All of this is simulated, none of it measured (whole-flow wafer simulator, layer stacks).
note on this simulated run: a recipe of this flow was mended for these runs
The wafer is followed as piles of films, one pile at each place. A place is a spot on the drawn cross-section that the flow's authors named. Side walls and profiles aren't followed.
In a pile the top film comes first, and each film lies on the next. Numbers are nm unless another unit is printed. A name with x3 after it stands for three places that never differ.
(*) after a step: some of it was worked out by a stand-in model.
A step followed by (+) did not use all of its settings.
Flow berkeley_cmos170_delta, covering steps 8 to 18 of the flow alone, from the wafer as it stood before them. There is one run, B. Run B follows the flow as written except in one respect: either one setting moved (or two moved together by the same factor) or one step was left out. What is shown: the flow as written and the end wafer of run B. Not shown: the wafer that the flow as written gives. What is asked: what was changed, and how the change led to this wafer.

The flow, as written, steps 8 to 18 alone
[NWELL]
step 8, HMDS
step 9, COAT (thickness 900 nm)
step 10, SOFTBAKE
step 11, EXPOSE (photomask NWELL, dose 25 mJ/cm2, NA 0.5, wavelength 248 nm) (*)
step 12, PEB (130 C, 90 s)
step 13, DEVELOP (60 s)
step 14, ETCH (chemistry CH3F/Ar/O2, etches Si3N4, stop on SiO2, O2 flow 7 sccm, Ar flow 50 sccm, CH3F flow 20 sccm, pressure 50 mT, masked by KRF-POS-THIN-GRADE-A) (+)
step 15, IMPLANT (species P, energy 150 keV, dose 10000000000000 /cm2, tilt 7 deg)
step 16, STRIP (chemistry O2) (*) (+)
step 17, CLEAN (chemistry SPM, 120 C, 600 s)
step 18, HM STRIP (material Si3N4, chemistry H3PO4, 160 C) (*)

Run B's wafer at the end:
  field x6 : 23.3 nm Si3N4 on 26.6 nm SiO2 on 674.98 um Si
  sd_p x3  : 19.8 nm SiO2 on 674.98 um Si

The reason: step 18, HM STRIP: 139 C was run, though the flow has 160 C.

How this came from the change, step by step:
  step 18, HM STRIP (material Si3N4, chemistry H3PO4, 160 C) (*)
      field x6: -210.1 Si3N4 (in the flow as written it would be: -233.4 Si3N4 (all of it), -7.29 SiO2)
      sd_p x3: -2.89 SiO2 (in the flow as written it would be: -14.8 SiO2)
